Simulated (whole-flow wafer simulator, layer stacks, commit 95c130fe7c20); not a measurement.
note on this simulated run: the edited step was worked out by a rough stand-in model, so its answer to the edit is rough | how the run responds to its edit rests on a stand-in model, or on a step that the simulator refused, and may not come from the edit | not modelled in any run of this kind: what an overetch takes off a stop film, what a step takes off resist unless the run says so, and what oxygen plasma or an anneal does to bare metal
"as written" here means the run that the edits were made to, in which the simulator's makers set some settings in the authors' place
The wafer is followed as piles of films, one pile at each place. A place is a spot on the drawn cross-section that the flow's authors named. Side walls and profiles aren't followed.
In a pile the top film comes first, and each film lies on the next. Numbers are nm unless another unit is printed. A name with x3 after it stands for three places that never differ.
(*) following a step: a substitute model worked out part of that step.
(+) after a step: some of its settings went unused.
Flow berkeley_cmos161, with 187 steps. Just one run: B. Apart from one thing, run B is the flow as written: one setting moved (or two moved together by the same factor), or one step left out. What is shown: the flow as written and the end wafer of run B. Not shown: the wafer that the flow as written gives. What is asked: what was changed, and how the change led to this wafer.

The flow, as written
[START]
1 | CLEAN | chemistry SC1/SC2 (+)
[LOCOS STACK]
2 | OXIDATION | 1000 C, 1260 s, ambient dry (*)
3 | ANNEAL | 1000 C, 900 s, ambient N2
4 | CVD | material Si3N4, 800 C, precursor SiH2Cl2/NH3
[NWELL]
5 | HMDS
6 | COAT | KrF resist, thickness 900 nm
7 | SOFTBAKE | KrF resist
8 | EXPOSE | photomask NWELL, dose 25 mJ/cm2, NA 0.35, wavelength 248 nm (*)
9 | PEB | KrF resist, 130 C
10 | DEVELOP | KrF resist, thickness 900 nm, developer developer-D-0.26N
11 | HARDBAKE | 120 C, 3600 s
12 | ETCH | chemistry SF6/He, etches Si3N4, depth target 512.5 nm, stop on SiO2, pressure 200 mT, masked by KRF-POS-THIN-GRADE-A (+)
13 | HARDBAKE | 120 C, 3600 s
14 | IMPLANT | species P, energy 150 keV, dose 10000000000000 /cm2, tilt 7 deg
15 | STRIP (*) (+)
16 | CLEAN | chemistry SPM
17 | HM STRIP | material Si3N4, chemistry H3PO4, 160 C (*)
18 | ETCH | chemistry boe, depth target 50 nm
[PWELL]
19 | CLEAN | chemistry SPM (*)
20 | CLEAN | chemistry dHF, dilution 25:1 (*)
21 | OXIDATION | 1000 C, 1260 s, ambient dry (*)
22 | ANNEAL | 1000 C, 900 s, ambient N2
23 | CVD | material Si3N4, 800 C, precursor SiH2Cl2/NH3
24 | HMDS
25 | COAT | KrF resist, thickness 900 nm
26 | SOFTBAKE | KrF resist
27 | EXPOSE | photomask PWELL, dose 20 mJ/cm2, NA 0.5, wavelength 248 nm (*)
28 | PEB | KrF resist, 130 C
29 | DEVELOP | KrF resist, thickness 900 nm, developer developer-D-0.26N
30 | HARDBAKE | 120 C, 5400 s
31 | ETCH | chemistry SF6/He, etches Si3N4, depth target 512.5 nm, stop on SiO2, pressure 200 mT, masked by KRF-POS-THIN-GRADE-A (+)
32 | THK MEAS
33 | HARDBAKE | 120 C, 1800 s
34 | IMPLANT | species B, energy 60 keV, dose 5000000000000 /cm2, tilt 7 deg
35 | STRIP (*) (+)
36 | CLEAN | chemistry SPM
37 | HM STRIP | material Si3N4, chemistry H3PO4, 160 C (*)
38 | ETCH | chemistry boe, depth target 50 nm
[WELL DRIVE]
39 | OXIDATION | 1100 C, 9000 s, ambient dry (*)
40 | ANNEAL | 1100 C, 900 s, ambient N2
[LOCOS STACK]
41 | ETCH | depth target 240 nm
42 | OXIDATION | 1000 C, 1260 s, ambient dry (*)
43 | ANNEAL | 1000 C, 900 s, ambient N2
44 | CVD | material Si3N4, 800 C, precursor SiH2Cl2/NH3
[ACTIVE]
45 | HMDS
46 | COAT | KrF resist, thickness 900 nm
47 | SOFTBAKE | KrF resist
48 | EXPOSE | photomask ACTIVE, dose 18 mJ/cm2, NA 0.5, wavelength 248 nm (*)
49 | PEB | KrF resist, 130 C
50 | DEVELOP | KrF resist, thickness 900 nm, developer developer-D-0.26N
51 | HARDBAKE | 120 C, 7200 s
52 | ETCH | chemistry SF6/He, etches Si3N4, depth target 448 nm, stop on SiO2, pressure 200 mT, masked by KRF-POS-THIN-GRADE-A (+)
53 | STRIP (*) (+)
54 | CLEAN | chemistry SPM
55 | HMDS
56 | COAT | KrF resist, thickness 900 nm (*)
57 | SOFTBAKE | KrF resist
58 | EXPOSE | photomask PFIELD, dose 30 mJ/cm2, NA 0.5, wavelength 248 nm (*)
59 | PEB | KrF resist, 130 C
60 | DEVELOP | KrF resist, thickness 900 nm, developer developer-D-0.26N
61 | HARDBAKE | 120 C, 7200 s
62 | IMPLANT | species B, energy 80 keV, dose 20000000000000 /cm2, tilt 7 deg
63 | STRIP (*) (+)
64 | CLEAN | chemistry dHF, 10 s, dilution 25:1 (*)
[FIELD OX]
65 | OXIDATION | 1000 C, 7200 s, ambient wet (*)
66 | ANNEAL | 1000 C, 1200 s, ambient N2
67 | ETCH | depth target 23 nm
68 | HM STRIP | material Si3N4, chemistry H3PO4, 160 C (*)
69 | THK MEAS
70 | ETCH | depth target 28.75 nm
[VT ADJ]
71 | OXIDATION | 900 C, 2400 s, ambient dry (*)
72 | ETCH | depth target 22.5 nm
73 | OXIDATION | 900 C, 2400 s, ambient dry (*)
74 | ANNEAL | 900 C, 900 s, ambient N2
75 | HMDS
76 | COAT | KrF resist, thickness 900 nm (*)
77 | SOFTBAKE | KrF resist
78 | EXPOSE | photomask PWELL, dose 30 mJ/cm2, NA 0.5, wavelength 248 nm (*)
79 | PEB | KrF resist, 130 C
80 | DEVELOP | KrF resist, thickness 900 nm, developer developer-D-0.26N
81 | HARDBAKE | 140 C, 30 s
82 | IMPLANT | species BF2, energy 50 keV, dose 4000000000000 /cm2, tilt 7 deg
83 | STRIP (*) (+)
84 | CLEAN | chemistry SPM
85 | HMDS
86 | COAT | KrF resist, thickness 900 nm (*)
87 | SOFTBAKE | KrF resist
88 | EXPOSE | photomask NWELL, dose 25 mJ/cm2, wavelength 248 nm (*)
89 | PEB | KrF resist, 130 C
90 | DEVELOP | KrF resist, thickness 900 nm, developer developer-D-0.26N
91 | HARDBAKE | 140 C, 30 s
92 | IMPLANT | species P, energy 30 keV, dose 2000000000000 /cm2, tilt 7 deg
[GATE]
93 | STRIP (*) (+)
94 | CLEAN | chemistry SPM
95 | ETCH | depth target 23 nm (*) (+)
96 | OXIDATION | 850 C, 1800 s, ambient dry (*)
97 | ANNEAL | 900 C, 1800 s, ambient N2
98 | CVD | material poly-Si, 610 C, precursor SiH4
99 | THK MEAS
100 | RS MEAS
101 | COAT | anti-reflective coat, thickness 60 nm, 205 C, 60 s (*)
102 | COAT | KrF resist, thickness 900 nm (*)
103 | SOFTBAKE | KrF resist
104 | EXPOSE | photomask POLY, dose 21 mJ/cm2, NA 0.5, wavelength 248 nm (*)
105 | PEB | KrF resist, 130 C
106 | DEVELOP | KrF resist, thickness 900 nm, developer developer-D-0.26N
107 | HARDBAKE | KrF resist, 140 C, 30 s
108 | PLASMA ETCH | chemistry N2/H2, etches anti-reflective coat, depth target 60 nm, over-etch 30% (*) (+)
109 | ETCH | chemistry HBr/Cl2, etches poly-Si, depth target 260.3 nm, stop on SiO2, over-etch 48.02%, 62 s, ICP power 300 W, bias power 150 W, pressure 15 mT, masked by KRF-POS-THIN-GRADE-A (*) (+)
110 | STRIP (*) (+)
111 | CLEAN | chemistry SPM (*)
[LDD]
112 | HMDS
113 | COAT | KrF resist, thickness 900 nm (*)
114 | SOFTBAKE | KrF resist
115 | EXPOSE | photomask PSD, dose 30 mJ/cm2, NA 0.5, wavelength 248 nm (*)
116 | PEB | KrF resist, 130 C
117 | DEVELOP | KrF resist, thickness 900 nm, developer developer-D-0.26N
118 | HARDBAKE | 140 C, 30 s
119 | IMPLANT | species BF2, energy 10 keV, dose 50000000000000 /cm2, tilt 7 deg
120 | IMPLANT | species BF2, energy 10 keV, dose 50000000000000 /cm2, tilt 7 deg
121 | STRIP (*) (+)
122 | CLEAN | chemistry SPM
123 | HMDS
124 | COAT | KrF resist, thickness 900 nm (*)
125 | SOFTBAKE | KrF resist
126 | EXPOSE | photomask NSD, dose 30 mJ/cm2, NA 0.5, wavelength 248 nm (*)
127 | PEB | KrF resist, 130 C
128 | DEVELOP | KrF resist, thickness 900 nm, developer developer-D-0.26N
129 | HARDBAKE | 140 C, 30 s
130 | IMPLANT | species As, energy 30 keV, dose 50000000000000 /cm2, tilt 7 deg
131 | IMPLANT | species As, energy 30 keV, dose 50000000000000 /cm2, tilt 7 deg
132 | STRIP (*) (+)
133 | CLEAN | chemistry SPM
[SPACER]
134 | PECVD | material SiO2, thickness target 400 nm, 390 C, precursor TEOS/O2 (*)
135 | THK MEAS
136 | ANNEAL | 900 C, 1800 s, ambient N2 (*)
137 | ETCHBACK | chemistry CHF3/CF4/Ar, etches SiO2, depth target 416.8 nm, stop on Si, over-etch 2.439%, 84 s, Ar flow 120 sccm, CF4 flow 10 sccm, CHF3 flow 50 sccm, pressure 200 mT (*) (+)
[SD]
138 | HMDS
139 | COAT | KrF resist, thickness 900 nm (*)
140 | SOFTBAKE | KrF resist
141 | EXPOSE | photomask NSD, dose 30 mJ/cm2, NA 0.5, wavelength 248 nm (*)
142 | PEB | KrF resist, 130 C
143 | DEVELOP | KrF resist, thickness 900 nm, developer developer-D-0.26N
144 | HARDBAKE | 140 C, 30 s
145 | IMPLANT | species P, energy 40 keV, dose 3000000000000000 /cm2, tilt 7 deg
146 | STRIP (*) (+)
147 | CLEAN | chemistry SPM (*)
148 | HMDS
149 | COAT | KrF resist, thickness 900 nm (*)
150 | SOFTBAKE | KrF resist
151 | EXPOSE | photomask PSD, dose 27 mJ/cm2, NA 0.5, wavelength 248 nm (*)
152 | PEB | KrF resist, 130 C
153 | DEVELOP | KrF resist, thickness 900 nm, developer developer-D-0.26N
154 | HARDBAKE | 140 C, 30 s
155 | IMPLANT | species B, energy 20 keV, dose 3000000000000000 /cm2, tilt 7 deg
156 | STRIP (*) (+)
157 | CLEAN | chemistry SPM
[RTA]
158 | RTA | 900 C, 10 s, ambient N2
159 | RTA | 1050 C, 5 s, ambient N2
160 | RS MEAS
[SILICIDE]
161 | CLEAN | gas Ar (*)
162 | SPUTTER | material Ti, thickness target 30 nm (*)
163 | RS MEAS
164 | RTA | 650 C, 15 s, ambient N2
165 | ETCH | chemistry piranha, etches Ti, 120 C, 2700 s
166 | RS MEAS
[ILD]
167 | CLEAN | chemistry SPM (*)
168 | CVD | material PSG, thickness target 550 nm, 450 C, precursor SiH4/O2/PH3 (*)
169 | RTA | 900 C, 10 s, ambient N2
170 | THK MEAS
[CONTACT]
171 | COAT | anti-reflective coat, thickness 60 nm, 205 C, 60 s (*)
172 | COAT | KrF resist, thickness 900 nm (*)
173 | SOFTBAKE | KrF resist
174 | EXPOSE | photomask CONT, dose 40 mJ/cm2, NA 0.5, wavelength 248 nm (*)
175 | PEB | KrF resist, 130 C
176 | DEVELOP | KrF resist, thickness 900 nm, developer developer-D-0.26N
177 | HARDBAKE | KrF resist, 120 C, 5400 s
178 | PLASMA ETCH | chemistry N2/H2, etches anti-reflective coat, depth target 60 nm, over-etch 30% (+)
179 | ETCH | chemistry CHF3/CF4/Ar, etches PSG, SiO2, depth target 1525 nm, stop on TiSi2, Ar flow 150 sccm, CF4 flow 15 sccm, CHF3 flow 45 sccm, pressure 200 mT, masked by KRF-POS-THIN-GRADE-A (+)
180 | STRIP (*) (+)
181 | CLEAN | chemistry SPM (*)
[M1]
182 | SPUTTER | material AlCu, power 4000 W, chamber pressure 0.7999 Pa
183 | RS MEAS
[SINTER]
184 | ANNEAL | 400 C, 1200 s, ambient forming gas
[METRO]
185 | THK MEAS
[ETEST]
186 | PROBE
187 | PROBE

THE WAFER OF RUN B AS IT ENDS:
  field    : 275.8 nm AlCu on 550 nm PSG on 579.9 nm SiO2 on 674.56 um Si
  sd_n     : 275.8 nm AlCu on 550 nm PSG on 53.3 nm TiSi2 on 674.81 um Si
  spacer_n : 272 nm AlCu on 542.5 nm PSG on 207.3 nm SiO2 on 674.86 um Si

Cause: step 65, OXIDATION: 1050 C was run, whereas the flow has 1000 C.

Step by step, how the change led to this:
  65 | OXIDATION | 1000 C, 7200 s, ambient wet (*)
      spacer_n, gate_n, spacer_p, gate_p, contact, m1: +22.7 SiO2 (new film), -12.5 Si3N4 (it would be, as written: +12.1 SiO2 (new film), -6.7 Si3N4)
      sd_n, sd_p: +22.7 SiO2 (new film), -12.5 Si3N4, +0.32 SiO2, -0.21 Si (it would be, as written: +12.1 SiO2 (new film), -6.7 Si3N4, +0.25 SiO2, -0.15 Si)
      (as well as at 1 more place)
  67 | ETCH | depth target 23 nm
      sd_n, spacer_n, gate_n, sd_p, spacer_p, gate_p, contact, m1: -22.7 SiO2 (all of it) (it would be, as written: -12.1 SiO2 (all of it))
  68 | HM STRIP | material Si3N4, chemistry H3PO4, 160 C (*)
      sd_n, spacer_n, gate_n, sd_p, spacer_p, gate_p, contact, m1: -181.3 Si3N4 (all of it), -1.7 SiO2 (it would be, as written: -187.1 Si3N4 (all of it), -1.75 SiO2)
  76 | COAT | KrF resist, thickness 900 nm (*)
      field: +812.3 KrF resist (new film) (it would be, as written: +836.5 KrF resist (new film))
      sd_n: +1074.8 KrF resist (new film) (it would be, as written: +1024.5 KrF resist (new film))
      (as well as at 7 more places)
  80 | DEVELOP | KrF resist, thickness 900 nm, developer developer-D-0.26N
      field: -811 KrF resist (all of it) (it would be, as written: -835.2 KrF resist (all of it))
      sd_n: -1073.1 KrF resist (all of it) (it would be, as written: -1022.8 KrF resist (all of it))
      (as well as at 3 more places)
  81 | HARDBAKE | 140 C, 30 s
      sd_p: -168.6 KrF resist (it would be, as written: -162.1 KrF resist)
      spacer_p: -163.6 KrF resist (it would be, as written: -158.7 KrF resist)
      (as well as at 2 more places)
  83 | STRIP (*) (+)
      sd_p: -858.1 KrF resist (all of it) (it would be, as written: -824.2 KrF resist (all of it))
      spacer_p: -831.7 KrF resist (all of it) (it would be, as written: -806.6 KrF resist (all of it))
      (as well as at 2 more places)
  86 | COAT | KrF resist, thickness 900 nm (*)
      field: +812.3 KrF resist (new film) (it would be, as written: +836.5 KrF resist (new film))
      sd_n: +1074.8 KrF resist (new film) (it would be, as written: +1024.5 KrF resist (new film))
      (as well as at 7 more places)
  90 | DEVELOP | KrF resist, thickness 900 nm, developer developer-D-0.26N
      sd_p: -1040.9 KrF resist (all of it) (it would be, as written: -1000.6 KrF resist (all of it))
      spacer_p: -1009.5 KrF resist (all of it) (it would be, as written: -979.5 KrF resist (all of it))
      (as well as at 1 more place)
  91 | HARDBAKE | 140 C, 30 s
      field: -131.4 KrF resist (it would be, as written: -135.4 KrF resist)
      sd_n: -173.8 KrF resist (it would be, as written: -165.7 KrF resist)
      (as well as at 4 more places)
  93 | STRIP (*) (+)
      field: -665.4 KrF resist (all of it) (it would be, as written: -685.6 KrF resist (all of it))
      sd_n: -885 KrF resist (all of it) (it would be, as written: -842.9 KrF resist (all of it))
      (as well as at 4 more places)
  101 | COAT | anti-reflective coat, thickness 60 nm, 205 C, 60 s (*)
      field: +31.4 anti-reflective coat (new film) (it would be, as written: +35.1 anti-reflective coat (new film))
      sd_n: +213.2 anti-reflective coat (new film) (it would be, as written: +173.5 anti-reflective coat (new film))
      (as well as at 7 more places)
  102 | COAT | KrF resist, thickness 900 nm (*)
      spacer_n: +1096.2 KrF resist (new film) (it would be, as written: +1040.8 KrF resist (new film))
      gate_n: +1092.9 KrF resist (new film) (it would be, as written: +1043.6 KrF resist (new film))
      (as well as at 5 more places)
  106 | DEVELOP | KrF resist, thickness 900 nm, developer developer-D-0.26N
      spacer_n: -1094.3 KrF resist (all of it) (it would be, as written: -1039 KrF resist (all of it))
      sd_p: -998.1 KrF resist (all of it) (it would be, as written: -964.2 KrF resist (all of it))
      (as well as at 3 more places)
  107 | HARDBAKE | KrF resist, 140 C, 30 s
      gate_n: -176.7 KrF resist (it would be, as written: -168.8 KrF resist)
      gate_p: -168.9 KrF resist (it would be, as written: -163.3 KrF resist)
  108 | PLASMA ETCH | chemistry N2/H2, etches anti-reflective coat, depth target 60 nm, over-etch 30% (*) (+)
      field: -31.4 anti-reflective coat (all of it), -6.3 poly-Si (it would be, as written: -35.1 anti-reflective coat (all of it), -4.88 poly-Si)
      sd_n: -213.2 anti-reflective coat (all of it), -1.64 poly-Si (it would be, as written: -173.5 anti-reflective coat (all of it), -1.33 poly-Si)
      (as well as at 5 more places)
  ... another 21 steps ...
  182 | SPUTTER | material AlCu, power 4000 W, chamber pressure 0.7999 Pa
      sd_p: +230 AlCu (new film) (it would be, as written: +234.7 AlCu (new film))
